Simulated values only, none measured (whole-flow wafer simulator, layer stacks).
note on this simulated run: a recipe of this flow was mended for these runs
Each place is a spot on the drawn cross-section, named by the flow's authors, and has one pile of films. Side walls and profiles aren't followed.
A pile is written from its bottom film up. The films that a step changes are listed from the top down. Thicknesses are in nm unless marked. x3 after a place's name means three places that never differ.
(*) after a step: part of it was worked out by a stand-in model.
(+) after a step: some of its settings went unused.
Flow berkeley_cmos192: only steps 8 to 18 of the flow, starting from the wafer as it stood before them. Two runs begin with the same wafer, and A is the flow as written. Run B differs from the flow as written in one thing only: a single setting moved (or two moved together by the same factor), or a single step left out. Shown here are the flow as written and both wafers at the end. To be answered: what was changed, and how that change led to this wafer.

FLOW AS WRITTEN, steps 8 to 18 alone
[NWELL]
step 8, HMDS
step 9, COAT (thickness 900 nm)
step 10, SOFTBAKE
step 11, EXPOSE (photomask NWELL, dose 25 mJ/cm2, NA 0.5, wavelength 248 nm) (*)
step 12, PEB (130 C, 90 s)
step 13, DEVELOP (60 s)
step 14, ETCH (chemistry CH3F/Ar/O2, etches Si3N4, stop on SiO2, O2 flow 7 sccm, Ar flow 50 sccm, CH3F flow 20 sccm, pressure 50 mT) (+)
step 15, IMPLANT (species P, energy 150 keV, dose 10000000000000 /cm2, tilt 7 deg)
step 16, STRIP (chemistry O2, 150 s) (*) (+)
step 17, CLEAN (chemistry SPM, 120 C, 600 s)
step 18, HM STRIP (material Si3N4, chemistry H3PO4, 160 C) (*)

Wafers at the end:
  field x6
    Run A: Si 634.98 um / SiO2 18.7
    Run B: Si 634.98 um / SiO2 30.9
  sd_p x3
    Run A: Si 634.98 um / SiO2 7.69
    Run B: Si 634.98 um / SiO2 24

The reason: step 18, HM STRIP: 139 C was run, whereas the flow has 160 C.

How this came from the change, step by step:
  step 18, HM STRIP (material Si3N4, chemistry H3PO4, 160 C) (*)
      field x6: A -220 Si3N4 (all of it), -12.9 SiO2 | B -220 Si3N4 (all of it), -0.73 SiO2
      sd_p x3: A -20.3 SiO2 | B -3.95 SiO2
